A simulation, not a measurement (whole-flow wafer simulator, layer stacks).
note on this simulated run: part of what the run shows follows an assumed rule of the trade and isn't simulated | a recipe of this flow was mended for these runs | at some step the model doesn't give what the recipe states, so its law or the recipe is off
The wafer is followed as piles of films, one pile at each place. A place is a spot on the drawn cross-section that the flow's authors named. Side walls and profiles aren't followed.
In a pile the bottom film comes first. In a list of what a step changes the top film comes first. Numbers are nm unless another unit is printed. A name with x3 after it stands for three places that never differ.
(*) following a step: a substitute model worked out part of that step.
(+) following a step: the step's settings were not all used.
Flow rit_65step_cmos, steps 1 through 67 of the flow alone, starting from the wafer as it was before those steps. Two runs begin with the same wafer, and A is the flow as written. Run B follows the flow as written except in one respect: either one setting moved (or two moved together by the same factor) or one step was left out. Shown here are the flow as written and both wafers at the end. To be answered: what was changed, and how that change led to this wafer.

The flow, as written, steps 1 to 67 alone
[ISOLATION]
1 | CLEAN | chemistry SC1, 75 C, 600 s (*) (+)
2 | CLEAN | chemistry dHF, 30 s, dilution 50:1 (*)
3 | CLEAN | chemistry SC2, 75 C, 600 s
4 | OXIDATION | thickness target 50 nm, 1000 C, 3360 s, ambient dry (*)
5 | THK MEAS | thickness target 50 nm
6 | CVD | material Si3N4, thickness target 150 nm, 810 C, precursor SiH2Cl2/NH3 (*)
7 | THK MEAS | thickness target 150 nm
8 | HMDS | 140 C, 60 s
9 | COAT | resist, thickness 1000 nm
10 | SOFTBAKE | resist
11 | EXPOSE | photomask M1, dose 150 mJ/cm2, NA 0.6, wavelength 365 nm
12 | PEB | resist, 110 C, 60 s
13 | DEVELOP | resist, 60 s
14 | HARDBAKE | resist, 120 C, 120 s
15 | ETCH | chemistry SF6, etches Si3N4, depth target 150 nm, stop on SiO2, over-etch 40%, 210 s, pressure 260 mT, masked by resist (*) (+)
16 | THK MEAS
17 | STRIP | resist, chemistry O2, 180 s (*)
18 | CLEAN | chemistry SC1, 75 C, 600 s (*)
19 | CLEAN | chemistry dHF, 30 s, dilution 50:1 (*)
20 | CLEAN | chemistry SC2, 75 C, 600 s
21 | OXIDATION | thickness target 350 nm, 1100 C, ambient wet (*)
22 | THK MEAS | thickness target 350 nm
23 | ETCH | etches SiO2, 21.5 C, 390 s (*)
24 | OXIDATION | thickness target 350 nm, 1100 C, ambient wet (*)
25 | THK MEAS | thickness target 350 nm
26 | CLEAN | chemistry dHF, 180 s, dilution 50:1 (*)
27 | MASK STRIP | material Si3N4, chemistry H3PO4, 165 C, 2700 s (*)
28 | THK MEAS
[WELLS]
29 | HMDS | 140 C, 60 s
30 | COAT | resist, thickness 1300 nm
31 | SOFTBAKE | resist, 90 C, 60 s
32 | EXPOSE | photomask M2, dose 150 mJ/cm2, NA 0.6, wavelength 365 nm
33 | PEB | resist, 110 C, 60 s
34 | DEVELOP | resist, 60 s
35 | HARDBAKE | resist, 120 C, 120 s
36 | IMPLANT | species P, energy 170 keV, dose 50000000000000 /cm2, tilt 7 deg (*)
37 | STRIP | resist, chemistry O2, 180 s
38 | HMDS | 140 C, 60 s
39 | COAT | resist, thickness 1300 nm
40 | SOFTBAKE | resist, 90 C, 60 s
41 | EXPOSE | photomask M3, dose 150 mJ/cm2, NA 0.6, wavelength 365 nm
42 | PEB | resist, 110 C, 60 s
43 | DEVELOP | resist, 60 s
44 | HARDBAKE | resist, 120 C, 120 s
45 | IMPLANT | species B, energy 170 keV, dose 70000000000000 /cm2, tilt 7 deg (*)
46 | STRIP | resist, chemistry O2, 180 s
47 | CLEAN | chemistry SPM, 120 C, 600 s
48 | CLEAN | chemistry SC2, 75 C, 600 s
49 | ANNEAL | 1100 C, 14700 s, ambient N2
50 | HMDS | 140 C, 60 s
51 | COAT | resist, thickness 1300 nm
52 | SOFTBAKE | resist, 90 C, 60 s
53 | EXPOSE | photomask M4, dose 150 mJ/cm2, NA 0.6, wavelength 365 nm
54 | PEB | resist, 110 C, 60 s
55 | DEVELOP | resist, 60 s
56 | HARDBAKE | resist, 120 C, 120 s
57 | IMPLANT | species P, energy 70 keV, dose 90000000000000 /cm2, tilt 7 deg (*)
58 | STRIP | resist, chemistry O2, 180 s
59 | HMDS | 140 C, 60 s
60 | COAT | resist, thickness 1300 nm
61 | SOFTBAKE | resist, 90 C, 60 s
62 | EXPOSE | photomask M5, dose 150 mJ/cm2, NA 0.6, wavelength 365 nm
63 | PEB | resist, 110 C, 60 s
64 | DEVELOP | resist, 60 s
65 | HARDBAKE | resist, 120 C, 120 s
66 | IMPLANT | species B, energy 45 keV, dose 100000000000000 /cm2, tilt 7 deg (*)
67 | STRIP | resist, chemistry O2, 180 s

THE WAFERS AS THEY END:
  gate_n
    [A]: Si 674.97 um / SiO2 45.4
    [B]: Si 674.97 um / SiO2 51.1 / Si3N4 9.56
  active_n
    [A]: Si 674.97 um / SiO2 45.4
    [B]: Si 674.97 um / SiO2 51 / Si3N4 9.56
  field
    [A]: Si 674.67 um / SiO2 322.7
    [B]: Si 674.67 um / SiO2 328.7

What caused this: step 27, MASK STRIP: 1181 s was run, while the flow as written has 2700 s.

How this came from the change, step by step:
  27 | MASK STRIP | material Si3N4, chemistry H3PO4, 165 C, 2700 s (*)
      active_n, active_p, gate_n and 7 more: A Si3N4 loses 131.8 (all of it), SiO2 loses 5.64 | B Si3N4 loses 122.3
      field, field_pw, field_nw, field_p: A SiO2 loses 10.7 | B SiO2 loses 4.67
